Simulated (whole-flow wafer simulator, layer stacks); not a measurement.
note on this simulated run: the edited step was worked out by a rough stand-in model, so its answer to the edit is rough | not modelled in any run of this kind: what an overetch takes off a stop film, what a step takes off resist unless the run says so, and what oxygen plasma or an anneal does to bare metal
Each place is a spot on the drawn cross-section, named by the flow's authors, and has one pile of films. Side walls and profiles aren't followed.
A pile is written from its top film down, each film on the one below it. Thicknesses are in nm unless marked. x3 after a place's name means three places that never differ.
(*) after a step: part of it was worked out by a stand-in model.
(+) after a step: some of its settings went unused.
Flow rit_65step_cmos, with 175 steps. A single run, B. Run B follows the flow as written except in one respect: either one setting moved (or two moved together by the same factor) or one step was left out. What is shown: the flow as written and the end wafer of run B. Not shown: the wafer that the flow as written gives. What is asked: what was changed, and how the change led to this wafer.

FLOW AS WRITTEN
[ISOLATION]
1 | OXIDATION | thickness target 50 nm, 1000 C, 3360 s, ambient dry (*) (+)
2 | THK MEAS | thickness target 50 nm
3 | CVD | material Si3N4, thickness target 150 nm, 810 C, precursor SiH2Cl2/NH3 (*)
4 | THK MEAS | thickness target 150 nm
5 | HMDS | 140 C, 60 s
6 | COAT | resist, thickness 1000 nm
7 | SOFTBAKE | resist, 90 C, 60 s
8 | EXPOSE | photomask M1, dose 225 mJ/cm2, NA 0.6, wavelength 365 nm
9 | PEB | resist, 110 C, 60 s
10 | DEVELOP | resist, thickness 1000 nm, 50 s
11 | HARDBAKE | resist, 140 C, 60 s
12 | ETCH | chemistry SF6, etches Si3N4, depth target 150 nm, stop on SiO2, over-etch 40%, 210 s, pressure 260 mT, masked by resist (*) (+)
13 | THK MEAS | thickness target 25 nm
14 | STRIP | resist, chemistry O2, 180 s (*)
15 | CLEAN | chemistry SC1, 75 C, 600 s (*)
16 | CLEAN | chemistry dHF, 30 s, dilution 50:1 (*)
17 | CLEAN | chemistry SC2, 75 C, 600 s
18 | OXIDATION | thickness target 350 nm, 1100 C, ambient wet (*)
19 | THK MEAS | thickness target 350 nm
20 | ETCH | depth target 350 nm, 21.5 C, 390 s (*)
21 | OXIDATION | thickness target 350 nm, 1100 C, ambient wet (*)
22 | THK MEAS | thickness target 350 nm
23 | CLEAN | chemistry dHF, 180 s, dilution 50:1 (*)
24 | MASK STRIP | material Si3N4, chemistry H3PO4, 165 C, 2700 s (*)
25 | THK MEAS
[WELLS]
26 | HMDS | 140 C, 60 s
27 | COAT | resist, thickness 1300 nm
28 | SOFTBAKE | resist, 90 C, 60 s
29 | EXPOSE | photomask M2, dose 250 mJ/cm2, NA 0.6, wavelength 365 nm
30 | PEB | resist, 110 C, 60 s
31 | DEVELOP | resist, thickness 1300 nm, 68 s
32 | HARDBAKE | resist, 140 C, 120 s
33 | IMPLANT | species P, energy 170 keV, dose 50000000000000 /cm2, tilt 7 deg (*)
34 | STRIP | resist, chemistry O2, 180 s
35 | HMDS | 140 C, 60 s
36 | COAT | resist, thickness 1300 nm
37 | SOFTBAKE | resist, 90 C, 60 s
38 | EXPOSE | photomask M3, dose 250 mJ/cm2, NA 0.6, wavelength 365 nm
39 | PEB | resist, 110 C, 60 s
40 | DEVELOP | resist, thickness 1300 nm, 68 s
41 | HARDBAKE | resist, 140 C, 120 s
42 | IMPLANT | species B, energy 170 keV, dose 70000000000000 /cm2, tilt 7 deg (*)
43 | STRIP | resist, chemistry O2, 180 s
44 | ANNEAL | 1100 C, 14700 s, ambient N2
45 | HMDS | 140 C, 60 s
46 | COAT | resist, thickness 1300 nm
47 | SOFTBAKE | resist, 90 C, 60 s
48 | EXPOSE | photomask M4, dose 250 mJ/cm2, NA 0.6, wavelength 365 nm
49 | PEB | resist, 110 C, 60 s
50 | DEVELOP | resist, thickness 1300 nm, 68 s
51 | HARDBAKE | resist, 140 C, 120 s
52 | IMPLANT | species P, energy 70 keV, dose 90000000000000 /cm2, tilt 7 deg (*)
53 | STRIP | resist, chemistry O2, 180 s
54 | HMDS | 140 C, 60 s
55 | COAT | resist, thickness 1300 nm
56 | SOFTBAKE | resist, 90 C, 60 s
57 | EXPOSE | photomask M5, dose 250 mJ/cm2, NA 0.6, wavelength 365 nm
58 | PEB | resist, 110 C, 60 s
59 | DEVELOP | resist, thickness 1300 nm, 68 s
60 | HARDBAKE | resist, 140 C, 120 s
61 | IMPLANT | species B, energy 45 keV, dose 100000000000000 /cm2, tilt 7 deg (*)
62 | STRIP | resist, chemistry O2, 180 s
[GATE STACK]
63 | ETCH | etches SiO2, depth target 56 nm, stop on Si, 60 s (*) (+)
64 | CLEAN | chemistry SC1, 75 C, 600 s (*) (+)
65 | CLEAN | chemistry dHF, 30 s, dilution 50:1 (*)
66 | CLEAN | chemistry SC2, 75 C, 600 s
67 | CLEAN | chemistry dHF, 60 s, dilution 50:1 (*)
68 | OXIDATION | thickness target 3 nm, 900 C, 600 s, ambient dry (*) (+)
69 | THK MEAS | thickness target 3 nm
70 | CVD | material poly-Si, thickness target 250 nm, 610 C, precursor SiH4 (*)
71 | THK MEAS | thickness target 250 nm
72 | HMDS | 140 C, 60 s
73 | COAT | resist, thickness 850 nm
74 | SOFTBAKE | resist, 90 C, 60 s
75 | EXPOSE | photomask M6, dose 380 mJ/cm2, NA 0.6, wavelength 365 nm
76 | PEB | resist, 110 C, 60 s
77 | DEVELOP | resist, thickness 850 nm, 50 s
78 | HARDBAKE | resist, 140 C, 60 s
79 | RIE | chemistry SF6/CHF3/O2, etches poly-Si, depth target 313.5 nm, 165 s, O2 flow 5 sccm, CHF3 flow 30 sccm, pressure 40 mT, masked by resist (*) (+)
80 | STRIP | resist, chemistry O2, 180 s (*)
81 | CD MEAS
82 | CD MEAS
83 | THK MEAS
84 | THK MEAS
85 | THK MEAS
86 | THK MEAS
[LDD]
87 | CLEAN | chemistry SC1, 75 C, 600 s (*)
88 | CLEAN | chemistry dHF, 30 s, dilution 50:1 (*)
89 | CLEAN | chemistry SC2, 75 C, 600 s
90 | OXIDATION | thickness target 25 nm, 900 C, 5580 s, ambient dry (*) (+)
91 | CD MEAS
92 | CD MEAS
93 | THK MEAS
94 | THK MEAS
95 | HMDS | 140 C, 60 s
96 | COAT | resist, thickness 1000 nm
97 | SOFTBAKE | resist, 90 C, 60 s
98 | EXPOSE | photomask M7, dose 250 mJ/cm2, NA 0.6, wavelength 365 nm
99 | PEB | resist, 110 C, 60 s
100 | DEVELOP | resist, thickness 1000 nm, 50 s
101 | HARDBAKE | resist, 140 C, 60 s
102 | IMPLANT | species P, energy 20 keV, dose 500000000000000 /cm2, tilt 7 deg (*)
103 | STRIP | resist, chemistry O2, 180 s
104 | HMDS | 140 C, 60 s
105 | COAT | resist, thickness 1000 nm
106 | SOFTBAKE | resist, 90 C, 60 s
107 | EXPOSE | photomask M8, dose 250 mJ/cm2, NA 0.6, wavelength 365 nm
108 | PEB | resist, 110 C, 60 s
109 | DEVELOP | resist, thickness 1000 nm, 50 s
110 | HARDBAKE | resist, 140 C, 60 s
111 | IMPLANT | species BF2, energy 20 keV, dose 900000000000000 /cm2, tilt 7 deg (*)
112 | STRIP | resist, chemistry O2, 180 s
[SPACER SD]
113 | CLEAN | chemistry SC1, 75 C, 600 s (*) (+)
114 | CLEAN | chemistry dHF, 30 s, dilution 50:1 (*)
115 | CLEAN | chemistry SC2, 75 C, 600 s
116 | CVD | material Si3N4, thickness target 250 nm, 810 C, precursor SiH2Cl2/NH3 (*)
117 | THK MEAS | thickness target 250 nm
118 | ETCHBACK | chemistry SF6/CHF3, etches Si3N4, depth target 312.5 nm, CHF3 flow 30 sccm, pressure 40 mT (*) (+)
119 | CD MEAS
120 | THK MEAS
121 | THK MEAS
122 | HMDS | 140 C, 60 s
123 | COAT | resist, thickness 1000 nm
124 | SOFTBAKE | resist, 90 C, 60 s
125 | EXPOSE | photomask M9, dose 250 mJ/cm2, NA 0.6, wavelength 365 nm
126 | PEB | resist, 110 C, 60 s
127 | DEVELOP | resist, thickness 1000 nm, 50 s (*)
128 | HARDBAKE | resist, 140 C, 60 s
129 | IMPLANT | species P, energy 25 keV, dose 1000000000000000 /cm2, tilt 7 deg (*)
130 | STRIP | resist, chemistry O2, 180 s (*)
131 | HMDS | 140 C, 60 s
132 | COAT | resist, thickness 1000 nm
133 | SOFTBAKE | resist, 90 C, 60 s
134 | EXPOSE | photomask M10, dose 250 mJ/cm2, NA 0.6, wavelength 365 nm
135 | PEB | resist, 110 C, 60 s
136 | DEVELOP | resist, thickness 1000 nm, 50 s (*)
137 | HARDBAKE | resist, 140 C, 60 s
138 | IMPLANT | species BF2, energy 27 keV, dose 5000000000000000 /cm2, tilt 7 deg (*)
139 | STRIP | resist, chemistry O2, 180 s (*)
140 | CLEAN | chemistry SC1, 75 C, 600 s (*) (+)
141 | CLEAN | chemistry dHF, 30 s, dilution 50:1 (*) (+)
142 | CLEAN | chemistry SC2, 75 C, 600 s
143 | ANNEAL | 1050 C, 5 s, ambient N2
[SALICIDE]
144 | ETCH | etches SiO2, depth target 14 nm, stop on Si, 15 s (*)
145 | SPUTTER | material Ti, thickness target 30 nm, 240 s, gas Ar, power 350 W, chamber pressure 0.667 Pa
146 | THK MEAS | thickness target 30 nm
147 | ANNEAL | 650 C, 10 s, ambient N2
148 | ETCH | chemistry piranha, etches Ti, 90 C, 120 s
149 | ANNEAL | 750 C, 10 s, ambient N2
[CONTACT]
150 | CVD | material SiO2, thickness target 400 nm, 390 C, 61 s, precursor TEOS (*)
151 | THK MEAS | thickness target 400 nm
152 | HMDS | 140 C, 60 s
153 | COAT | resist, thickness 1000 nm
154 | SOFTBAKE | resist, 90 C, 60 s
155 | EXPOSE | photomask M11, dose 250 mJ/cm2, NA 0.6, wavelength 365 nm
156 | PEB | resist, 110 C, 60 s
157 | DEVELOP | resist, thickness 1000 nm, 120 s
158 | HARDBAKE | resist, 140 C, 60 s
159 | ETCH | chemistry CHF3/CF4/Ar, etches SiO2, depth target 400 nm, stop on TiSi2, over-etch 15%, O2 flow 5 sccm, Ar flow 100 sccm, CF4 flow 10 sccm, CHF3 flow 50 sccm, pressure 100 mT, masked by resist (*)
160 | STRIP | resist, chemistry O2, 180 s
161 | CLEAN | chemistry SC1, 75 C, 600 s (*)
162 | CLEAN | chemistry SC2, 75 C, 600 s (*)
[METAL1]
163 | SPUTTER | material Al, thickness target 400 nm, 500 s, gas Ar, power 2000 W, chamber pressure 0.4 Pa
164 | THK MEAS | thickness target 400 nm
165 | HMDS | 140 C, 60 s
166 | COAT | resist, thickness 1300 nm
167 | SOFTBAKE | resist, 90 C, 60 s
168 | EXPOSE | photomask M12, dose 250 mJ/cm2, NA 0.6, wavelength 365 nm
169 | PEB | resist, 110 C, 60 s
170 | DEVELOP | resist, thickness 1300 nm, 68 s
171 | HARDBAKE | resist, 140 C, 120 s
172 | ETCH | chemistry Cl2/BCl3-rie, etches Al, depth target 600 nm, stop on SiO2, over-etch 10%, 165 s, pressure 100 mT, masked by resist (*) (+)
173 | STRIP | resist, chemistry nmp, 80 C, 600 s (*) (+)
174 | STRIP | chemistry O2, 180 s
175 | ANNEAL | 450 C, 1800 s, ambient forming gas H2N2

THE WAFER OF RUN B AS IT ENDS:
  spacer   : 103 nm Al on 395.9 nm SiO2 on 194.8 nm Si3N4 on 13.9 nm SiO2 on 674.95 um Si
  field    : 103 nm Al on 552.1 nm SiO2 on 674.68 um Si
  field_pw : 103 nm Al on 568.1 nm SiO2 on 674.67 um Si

Cause: step 172, ETCH: depth target 270 nm was run, though the flow has depth target 600 nm.

How this came from the change, step by step:
  172 | ETCH | chemistry Cl2/BCl3-rie, etches Al, depth target 600 nm, stop on SiO2, over-etch 10%, 165 s, pressure 100 mT, masked by resist (*) (+)
      field, field_pw, field_p, spacer, spacer_p: -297 Al (as written it would have been: -400 Al (all of it), -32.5 SiO2)
      gate_n, gate_p: -297 Al (as written it would have been: -396 Al (all of it), -33 SiO2)
      (as well as at 1 more place)
With metal films that touch counted as one body, spacer has 1 body; the flow as written gives 0 bodies.
With metal films that touch counted as one body, field has 1 body; the flow as written gives 0 bodies.
With metal films that touch counted as one body, field_pw has 1 body; the flow as written gives 0 bodies.
